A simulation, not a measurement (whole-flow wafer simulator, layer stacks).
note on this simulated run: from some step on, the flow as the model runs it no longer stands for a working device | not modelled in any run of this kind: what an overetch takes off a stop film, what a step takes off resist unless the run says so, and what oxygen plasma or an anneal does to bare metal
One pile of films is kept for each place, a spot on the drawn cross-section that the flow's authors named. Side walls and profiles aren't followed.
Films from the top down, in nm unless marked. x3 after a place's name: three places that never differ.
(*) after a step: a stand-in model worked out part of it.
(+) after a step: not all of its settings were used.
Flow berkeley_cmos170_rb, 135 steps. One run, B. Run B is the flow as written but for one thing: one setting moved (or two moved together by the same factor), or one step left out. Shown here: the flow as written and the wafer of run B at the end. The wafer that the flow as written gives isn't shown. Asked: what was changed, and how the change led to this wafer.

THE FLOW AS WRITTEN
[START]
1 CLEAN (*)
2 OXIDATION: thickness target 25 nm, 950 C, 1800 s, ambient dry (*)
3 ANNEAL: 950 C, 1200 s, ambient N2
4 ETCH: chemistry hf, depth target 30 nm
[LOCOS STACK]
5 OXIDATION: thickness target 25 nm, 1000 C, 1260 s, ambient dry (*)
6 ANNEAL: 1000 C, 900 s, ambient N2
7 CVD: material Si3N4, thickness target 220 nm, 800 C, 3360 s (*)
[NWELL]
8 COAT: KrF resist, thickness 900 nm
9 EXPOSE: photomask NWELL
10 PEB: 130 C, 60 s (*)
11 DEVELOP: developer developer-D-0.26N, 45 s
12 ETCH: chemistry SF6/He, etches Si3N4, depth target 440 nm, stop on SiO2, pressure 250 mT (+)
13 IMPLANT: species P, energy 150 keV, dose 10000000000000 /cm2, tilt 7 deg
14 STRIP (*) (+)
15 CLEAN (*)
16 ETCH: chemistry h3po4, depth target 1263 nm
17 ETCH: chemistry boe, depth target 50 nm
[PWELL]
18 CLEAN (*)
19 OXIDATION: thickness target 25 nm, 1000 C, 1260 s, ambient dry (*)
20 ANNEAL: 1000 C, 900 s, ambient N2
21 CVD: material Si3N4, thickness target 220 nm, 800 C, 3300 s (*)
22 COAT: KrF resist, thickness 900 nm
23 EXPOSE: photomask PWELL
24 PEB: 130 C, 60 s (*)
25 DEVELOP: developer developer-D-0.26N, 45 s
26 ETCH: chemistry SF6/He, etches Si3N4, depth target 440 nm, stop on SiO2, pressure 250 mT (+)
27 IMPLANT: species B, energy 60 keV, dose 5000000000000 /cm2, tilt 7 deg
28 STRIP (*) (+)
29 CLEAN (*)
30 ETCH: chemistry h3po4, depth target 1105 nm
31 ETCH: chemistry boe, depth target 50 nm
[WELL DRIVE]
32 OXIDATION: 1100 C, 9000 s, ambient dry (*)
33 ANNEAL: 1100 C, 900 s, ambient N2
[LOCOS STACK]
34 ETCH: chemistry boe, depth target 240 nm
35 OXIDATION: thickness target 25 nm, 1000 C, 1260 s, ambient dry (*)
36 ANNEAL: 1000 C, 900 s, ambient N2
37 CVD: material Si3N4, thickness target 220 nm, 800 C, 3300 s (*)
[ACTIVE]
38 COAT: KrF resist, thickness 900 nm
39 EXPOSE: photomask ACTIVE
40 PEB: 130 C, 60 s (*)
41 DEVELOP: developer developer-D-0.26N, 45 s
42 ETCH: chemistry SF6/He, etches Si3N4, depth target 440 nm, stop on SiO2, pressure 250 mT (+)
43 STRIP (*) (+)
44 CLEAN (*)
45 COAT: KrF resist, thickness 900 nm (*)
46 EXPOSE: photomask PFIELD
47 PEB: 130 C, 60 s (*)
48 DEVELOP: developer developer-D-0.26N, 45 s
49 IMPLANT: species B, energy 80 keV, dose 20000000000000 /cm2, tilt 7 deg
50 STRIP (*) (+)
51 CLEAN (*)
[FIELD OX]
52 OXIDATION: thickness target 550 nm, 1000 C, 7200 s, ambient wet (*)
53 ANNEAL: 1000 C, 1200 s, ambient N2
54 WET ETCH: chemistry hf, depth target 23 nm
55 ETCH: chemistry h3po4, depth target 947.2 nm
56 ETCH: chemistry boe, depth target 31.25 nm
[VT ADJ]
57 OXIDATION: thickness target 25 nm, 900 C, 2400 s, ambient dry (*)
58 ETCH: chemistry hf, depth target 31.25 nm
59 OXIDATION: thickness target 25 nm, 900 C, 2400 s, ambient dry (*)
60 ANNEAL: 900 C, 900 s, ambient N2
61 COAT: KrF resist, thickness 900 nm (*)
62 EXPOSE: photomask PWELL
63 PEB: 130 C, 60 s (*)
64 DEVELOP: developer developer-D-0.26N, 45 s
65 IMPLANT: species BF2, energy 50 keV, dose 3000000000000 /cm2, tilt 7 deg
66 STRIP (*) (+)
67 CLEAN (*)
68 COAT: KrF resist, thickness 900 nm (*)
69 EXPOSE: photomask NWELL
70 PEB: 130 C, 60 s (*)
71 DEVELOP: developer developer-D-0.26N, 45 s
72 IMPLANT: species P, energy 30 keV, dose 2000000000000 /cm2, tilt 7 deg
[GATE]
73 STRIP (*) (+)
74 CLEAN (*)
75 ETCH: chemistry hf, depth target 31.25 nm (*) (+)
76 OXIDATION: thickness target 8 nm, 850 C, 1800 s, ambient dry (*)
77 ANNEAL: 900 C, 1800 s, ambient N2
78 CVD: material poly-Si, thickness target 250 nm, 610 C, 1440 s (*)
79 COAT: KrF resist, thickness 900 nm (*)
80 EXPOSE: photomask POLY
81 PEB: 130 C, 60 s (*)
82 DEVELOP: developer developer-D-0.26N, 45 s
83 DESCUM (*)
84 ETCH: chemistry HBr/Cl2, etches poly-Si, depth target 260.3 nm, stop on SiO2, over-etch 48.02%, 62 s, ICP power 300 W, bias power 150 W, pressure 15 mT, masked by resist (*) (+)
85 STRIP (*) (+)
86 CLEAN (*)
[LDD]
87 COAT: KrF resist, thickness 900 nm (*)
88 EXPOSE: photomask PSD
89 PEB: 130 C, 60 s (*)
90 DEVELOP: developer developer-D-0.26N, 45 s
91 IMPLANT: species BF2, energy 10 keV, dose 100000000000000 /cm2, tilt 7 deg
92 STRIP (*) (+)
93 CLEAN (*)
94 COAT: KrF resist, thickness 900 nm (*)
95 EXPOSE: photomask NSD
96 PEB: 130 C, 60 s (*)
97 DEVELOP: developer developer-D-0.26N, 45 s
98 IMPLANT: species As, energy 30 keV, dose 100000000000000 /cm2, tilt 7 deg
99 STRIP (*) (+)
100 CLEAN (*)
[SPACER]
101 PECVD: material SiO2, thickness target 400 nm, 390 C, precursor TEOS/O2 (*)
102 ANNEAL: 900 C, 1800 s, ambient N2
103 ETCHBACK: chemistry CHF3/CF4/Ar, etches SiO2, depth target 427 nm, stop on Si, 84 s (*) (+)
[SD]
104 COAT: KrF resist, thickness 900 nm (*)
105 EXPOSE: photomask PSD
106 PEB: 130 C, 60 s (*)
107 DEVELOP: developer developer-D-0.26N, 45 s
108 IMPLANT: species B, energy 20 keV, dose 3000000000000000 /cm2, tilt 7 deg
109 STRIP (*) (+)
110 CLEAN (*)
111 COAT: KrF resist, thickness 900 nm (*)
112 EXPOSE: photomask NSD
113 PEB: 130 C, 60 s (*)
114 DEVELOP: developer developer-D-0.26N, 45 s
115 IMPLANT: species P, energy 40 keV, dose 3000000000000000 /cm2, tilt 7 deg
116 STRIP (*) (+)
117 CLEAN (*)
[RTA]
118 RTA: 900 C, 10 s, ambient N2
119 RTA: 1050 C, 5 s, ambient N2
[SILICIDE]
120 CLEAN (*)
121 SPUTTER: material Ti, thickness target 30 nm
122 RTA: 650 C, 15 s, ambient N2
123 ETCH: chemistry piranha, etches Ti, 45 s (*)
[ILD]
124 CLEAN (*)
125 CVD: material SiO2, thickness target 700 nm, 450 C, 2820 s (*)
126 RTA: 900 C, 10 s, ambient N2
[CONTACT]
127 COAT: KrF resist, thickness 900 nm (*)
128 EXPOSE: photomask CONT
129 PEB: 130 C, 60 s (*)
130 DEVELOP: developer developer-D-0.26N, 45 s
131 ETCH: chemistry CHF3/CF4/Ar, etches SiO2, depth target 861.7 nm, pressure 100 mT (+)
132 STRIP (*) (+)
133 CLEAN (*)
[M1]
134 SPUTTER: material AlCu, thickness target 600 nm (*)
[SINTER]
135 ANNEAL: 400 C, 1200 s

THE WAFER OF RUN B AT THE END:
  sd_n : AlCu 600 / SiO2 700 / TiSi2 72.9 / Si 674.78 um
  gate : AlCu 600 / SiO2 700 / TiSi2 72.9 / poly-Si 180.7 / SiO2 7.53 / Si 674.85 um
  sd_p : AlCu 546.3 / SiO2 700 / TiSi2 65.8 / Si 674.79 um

The cause: step 121, SPUTTER: thickness target 39 nm was run, where the flow has thickness target 30 nm.

How the change led to this, step by step:
  121 SPUTTER: material Ti, thickness target 30 nm
      field, sd_n, spacer_n, gate, spacer_p, gate_p, contact, m1: Ti +39 (new film) (as written it would be: Ti +30 (new film))
      sd_p: Ti +35.2 (new film) (as written it would be: Ti +27.1 (new film))
  122 RTA: 650 C, 15 s, ambient N2
      sd_n, contact, m1: Ti -30.4, TiSi first +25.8 (new film), TiSi2 C49 +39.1 (new film), Si -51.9 (as written it would be: Ti -23.4, TiSi first +6.2 (new film), TiSi2 C49 +50.3 (new film), Si -49)
      gate, gate_p: Ti -30.4, TiSi first +25.8 (new film), TiSi2 C49 +39.1 (new film), poly-Si -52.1 (as written it would be: Ti -23.4, TiSi first +6.2 (new film), TiSi2 C49 +50.3 (new film), poly-Si -49.2)
      (and at 1 more place)
  123 ETCH: chemistry piranha, etches Ti, 45 s (*)
      sd_n, gate, gate_p, contact, m1: Ti -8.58 (all of it) (as written it would be: Ti -6.6 (all of it))
      field, spacer_n, spacer_p: Ti -39 (all of it) (as written it would be: Ti -30 (all of it))
      (and at 1 more place)
  126 RTA: 900 C, 10 s, ambient N2
      sd_n, contact, m1: under 1 film: TiSi2 +72.9 (new film), TiSi first -25.8 (all of it), TiSi2 C49 -39.1 (all of it), Si -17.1 (as written it would be: under 1 film: TiSi2 +56 (new film), TiSi first -6.2 (all of it), TiSi2 C49 -50.3 (all of it), Si -4.12)
      gate, gate_p: under 1 film: TiSi2 +72.9 (new film), TiSi first -25.8 (all of it), TiSi2 C49 -39.1 (all of it), poly-Si -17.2 (as written it would be: under 1 film: TiSi2 +56 (new film), TiSi first -6.2 (all of it), TiSi2 C49 -50.3 (all of it), poly-Si -4.13)
      (and at 1 more place)
